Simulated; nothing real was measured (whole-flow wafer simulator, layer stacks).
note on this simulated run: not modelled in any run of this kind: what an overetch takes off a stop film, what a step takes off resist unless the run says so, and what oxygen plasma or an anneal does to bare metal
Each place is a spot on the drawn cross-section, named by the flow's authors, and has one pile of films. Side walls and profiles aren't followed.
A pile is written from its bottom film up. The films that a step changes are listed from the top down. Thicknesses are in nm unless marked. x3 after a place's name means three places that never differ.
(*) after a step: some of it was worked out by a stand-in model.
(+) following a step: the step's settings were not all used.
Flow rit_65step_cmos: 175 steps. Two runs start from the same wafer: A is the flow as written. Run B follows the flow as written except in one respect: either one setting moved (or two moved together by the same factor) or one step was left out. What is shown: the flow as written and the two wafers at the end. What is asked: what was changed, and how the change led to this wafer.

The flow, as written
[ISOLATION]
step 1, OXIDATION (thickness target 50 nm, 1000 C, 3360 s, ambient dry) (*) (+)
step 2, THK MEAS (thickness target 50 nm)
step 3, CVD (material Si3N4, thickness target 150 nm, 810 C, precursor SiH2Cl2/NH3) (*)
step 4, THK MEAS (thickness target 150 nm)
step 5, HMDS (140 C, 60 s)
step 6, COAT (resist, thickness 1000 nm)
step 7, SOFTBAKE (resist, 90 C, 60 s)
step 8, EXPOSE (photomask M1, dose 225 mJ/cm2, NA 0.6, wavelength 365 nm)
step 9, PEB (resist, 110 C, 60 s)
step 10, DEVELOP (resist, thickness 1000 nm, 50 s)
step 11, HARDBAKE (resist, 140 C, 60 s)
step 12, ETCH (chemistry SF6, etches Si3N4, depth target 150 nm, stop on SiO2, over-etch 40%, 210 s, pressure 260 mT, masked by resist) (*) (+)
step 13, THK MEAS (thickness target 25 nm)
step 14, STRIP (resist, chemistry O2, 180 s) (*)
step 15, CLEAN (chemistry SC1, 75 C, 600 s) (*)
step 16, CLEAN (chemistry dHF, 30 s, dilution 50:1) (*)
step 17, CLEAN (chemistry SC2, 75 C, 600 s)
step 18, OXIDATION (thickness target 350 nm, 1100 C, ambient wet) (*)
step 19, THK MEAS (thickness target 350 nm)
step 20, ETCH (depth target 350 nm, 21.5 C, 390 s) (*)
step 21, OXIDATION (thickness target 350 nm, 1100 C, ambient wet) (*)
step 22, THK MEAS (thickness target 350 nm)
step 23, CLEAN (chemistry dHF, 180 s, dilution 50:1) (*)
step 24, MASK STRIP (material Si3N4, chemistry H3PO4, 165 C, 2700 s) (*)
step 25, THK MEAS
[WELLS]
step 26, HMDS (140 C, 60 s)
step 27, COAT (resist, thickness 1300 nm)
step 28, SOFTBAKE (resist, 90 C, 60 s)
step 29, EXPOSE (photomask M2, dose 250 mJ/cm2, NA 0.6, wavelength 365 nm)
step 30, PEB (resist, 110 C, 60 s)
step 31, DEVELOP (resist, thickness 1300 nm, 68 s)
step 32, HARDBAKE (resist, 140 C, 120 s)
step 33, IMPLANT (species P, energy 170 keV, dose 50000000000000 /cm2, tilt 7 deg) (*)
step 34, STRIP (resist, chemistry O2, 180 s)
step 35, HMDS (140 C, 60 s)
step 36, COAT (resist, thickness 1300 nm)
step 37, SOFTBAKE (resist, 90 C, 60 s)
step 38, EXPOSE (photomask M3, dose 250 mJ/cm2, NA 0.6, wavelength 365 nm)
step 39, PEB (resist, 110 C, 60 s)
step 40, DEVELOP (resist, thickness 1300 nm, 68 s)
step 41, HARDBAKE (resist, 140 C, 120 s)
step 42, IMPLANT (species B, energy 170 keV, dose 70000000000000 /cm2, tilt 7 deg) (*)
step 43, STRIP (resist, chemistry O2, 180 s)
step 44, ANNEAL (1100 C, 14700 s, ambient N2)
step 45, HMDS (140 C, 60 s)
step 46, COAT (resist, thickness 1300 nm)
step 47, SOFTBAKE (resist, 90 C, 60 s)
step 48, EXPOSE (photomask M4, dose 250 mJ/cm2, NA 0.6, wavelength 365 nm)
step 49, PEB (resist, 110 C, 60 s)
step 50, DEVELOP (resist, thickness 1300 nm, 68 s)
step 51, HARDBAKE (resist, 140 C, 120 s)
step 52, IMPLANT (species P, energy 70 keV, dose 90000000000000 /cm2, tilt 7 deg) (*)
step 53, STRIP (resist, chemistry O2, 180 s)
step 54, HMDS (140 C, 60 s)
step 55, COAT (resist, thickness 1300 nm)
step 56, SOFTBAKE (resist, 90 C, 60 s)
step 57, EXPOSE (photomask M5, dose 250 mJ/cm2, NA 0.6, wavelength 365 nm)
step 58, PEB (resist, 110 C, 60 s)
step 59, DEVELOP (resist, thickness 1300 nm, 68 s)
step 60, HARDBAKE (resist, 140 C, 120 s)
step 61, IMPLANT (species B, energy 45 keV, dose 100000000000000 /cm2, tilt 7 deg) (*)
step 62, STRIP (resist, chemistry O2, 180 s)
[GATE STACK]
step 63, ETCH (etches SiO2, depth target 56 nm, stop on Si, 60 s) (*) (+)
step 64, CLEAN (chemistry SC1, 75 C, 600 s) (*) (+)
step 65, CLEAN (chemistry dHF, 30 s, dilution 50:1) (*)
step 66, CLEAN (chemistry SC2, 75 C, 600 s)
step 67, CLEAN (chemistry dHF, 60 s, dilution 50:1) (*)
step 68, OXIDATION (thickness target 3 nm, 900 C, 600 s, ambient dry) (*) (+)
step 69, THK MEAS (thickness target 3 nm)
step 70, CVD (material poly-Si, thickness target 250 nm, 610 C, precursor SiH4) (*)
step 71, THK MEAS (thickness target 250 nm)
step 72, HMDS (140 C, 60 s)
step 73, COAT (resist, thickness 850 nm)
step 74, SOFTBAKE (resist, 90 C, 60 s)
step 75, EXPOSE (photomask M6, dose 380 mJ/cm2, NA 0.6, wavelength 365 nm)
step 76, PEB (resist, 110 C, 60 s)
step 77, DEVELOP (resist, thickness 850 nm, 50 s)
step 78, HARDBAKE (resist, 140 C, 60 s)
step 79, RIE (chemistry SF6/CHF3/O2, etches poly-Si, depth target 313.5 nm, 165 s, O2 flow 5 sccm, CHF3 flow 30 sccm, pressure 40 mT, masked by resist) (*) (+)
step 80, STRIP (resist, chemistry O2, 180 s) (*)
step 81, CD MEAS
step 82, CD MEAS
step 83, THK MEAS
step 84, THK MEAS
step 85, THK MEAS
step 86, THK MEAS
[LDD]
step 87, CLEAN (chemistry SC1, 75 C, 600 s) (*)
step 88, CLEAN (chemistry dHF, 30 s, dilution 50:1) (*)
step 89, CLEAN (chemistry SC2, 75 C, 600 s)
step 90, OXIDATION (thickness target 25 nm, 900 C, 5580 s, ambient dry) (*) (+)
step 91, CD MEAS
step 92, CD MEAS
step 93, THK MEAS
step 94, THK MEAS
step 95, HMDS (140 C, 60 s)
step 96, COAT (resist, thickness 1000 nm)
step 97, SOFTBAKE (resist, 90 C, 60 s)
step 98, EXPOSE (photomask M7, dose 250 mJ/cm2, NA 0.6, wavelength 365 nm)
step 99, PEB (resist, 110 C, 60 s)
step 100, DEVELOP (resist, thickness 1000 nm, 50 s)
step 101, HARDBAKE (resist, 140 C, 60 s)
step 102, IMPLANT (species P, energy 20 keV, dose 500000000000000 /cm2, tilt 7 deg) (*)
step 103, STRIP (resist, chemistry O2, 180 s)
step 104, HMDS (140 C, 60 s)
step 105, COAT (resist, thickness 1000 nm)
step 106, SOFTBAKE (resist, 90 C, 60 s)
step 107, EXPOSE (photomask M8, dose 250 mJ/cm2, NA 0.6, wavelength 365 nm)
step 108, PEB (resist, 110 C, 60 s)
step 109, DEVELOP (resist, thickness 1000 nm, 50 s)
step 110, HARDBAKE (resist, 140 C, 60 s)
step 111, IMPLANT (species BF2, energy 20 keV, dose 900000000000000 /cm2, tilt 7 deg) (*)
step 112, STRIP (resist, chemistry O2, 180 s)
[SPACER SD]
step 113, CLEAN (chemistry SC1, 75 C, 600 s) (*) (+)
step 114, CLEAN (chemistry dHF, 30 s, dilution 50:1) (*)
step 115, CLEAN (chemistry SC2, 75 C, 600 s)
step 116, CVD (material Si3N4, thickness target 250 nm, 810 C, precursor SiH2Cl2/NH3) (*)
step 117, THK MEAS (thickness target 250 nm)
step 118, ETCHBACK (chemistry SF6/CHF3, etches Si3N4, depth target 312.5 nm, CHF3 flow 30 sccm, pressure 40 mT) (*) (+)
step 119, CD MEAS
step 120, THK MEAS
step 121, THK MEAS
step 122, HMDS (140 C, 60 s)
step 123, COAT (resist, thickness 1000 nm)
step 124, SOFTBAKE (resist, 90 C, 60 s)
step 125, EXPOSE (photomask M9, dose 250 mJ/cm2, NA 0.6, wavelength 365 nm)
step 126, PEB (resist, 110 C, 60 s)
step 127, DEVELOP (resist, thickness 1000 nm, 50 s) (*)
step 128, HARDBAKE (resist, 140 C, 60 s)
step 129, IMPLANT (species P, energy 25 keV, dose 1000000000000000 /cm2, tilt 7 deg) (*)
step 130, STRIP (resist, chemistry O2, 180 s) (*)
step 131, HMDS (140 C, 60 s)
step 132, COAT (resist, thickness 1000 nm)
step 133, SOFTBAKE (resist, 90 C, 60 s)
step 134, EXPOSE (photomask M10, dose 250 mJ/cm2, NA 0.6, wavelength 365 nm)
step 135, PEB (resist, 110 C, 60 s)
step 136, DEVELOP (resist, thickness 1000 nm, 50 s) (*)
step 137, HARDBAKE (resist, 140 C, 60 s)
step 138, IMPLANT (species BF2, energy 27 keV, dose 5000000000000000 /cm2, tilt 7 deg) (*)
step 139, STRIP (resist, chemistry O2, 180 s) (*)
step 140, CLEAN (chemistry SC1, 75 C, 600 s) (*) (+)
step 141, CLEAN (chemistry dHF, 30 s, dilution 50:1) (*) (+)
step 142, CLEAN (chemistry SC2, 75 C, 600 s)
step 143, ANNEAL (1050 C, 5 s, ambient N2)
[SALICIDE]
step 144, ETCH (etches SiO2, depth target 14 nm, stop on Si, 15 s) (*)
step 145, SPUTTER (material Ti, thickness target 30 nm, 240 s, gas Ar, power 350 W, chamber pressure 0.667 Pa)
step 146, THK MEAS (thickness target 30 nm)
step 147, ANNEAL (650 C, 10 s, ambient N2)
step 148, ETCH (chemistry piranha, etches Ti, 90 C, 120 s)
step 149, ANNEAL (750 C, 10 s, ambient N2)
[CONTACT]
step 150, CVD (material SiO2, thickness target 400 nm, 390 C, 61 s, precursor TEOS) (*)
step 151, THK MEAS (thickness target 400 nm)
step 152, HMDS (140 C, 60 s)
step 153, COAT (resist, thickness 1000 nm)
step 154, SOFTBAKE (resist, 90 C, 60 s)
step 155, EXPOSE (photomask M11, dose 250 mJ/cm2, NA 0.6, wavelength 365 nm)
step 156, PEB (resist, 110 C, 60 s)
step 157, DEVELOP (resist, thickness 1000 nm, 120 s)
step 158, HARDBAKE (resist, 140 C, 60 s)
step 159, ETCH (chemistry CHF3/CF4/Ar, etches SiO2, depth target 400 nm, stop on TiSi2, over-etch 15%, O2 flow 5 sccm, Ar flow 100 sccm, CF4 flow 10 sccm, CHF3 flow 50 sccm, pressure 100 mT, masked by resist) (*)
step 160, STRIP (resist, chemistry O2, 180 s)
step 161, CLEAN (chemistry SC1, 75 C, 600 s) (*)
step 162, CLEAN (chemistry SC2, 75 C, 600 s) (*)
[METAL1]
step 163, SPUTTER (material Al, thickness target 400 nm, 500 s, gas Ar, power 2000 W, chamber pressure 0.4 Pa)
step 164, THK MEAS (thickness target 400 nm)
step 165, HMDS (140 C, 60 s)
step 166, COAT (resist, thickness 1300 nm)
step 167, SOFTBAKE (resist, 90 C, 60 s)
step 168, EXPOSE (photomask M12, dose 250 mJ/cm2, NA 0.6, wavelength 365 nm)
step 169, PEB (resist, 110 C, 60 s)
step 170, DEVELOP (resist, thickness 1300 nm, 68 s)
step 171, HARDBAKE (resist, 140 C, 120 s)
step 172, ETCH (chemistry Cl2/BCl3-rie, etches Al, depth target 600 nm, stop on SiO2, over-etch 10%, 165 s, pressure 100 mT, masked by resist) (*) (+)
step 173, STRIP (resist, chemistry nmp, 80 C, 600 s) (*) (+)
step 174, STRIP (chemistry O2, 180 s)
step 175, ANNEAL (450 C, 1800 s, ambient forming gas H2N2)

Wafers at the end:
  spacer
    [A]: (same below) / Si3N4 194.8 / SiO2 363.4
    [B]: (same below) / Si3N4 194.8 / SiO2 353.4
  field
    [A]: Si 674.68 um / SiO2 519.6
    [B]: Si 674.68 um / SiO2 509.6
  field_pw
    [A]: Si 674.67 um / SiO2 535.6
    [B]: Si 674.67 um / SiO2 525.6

The reason: step 163, SPUTTER: 400 s was run, whereas the flow has 500 s.

How this came from the change, step by step:
  step 163, SPUTTER (material Al, thickness target 400 nm, 500 s, gas Ar, power 2000 W, chamber pressure 0.4 Pa)
      field, field_p, spacer, spacer_p: A +400 Al (new film) | B +320 Al (new film)
      gate_n, gate_p: A +396 Al (new film) | B +320 Al (new film)
      (as well as at 2 more places)
  step 172, ETCH (chemistry Cl2/BCl3-rie, etches Al, depth target 600 nm, stop on SiO2, over-etch 10%, 165 s, pressure 100 mT, masked by resist) (*) (+)
      field, field_p, spacer, spacer_p: A -400 Al (all of it), -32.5 SiO2 | B -320 Al (all of it), -42.5 SiO2
      gate_n, gate_p: A -396 Al (all of it), -33 SiO2 | B -320 Al (all of it), -42.5 SiO2
      (as well as at 2 more places)
